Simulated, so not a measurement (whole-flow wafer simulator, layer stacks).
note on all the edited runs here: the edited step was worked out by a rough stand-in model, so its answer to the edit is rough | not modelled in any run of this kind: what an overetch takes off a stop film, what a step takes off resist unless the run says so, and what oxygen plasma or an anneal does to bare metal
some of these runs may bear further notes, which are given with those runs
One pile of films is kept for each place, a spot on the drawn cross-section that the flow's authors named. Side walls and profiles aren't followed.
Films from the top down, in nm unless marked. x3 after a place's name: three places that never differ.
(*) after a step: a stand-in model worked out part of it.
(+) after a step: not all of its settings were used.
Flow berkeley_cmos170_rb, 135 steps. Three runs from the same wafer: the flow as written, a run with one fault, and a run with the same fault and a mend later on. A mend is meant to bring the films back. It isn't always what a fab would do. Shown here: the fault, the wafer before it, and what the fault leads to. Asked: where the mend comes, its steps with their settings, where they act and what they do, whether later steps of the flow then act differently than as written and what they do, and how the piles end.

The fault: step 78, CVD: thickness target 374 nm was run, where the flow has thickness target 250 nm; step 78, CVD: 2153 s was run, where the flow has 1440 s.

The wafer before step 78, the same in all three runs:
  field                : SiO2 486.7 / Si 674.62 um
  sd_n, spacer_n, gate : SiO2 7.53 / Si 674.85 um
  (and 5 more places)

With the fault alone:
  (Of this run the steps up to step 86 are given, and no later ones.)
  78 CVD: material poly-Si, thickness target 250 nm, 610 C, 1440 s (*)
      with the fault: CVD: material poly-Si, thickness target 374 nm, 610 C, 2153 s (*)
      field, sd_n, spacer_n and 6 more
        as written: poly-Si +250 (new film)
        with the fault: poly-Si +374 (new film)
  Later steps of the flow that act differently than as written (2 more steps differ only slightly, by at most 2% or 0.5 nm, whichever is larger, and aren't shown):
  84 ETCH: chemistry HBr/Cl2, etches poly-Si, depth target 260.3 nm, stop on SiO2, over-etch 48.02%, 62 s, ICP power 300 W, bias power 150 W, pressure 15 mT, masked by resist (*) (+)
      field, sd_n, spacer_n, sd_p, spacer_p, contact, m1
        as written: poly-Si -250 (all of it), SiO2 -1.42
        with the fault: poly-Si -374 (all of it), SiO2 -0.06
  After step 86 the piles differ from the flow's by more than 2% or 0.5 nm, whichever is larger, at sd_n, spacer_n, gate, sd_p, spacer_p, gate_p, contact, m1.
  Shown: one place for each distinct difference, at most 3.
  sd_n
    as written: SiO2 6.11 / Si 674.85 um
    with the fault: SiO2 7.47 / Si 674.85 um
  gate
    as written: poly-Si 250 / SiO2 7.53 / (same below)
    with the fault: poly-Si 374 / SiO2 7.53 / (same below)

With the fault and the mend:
  The mend comes after step 78.
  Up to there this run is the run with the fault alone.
  78a ETCH: chemistry tmah, depth target 124 nm
      field, sd_n, spacer_n and 6 more
        poly-Si -124
  No later step of the flow acts differently than as written at any place that is followed.
  At the end the piles are the same as the flow's at every place that both follow.
